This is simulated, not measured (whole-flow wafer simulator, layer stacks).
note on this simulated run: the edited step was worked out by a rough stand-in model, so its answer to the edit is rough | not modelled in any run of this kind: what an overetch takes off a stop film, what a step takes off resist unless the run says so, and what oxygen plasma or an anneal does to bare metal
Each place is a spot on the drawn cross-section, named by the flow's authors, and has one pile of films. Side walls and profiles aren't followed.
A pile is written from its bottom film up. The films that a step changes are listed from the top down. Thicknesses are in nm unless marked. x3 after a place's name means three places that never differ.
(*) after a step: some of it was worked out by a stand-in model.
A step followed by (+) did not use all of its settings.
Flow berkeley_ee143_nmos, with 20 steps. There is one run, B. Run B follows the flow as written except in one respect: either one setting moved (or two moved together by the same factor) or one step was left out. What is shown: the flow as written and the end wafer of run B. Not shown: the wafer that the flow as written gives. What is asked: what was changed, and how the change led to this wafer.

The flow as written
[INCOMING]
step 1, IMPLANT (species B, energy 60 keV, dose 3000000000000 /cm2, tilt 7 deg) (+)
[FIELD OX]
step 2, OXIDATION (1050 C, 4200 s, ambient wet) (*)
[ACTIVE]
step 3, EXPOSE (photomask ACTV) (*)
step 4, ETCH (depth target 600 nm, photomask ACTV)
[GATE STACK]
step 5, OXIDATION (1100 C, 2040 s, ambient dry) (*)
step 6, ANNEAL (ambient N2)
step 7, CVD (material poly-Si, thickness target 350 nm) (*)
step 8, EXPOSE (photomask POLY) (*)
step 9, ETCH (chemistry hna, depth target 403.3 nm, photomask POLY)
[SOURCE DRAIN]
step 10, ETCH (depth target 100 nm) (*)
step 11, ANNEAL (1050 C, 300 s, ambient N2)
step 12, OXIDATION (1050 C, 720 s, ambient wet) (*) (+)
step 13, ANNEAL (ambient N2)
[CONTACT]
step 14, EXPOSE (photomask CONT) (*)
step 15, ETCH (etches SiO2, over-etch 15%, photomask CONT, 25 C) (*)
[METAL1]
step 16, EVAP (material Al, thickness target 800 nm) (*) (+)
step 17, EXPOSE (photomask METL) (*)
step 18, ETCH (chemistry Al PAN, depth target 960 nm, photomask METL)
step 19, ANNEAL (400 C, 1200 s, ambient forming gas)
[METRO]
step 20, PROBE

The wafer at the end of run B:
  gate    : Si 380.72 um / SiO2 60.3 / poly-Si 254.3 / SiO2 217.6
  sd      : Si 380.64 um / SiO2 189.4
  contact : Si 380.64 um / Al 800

Cause: step 5, OXIDATION: 1275 s was run, while the flow as written has 2040 s.

The path from the change to this, step by step:
  step 5, OXIDATION (1100 C, 2040 s, ambient dry) (*)
      gate, sd, contact: SiO2 gains 60.3 (new film), Si loses 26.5 (in the flow as written it would be: SiO2 gains 79.7 (new film), Si loses 35.1)
      field: SiO2 gains 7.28, Si loses 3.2 (in the flow as written it would be: SiO2 gains 11.6, Si loses 5.1)
  step 10, ETCH (depth target 100 nm) (*)
      sd, contact: SiO2 loses 60.3 (all of it) (in the flow as written it would be: SiO2 loses 79.7 (all of it))
